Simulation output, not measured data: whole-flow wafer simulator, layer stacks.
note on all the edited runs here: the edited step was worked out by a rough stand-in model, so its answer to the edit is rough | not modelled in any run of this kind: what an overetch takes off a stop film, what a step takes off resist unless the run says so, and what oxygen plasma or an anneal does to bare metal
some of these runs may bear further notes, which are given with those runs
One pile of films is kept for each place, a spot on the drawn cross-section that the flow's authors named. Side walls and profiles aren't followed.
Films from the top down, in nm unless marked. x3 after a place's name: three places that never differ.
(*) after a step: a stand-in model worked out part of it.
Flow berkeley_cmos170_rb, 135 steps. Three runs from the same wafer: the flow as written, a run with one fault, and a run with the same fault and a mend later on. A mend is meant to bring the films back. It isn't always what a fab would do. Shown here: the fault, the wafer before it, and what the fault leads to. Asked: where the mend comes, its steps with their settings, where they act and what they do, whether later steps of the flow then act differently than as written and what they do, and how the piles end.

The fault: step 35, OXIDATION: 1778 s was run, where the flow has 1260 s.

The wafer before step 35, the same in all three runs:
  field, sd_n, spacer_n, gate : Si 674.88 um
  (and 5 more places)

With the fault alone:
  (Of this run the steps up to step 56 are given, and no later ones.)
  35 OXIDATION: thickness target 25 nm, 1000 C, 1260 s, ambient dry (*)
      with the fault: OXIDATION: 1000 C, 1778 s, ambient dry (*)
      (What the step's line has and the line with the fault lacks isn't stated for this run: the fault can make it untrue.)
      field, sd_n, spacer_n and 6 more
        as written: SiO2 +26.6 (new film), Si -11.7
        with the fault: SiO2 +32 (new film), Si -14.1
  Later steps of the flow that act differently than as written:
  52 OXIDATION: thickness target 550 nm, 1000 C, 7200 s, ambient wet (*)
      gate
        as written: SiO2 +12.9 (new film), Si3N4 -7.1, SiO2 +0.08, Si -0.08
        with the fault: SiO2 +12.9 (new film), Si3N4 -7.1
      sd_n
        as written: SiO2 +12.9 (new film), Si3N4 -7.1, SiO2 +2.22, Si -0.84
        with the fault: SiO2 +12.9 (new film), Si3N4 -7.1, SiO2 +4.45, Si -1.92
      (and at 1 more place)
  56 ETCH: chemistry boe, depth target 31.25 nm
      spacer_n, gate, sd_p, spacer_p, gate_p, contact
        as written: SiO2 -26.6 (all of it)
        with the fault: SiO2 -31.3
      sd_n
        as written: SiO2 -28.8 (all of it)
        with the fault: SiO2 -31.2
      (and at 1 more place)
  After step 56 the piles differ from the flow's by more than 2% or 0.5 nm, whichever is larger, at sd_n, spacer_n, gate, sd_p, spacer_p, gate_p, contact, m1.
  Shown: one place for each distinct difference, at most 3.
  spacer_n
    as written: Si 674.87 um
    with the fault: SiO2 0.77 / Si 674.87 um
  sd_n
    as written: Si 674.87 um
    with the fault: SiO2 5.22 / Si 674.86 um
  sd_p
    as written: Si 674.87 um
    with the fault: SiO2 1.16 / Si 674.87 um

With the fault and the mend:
  The mend comes after step 36.
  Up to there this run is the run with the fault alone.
  36a WET ETCH: chemistry hf, depth target 5.469 nm
      field, sd_n, spacer_n and 6 more
        SiO2 -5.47
  No later step of the flow acts differently than as written, at any place that is followed, by more than 2% or 0.5 nm, whichever is larger.
  At the end the piles differ from the flow's only slightly at the places that both follow, by at most 2% or 0.5 nm, whichever is larger.
